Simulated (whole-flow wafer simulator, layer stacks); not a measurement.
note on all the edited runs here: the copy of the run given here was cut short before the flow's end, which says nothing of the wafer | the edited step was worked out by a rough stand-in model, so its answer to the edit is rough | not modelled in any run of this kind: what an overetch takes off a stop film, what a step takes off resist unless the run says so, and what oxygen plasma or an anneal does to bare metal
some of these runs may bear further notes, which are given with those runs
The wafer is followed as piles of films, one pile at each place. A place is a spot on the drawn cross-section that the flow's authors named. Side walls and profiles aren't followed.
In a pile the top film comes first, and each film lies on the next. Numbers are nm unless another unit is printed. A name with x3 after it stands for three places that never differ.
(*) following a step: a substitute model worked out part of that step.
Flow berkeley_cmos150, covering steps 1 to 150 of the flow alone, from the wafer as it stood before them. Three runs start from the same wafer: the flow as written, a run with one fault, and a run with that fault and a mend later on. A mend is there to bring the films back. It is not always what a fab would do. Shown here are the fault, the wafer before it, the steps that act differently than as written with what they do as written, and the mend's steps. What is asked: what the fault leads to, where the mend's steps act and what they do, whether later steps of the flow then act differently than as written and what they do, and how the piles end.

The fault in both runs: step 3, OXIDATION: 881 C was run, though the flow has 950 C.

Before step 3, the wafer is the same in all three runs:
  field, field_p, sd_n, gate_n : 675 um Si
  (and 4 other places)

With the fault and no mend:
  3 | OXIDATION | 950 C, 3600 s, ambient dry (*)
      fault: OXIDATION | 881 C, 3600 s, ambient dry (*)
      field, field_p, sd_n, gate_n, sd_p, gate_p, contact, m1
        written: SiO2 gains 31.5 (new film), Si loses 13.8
        fault: SiO2 gains 16 (new film), Si loses 7.03
  Steps further on in the flow that do not act as written (not shown: 34 more steps that differ only slightly, by at most 2% or 0.5 nm, whichever is larger):
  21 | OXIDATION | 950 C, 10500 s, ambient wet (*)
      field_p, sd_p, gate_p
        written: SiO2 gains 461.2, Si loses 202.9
        fault: SiO2 gains 472.1, Si loses 207.7
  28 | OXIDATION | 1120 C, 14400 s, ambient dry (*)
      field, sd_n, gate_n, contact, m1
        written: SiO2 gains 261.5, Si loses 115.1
        fault: SiO2 gains 274.5, Si loses 120.8
  At the end the piles are close to the flow's at the places that both follow, differing by at most 2% or 0.5 nm, whichever is larger.

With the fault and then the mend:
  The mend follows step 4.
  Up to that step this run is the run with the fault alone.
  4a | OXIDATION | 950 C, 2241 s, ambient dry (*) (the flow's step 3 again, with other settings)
      field, field_p, sd_n, gate_n, sd_p, gate_p, contact, m1
        SiO2 gains 15.5, Si loses 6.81
  Later steps of the flow that are run all act as written at every place that is followed.
  At every place that both follow, the piles at the end match the flow's.
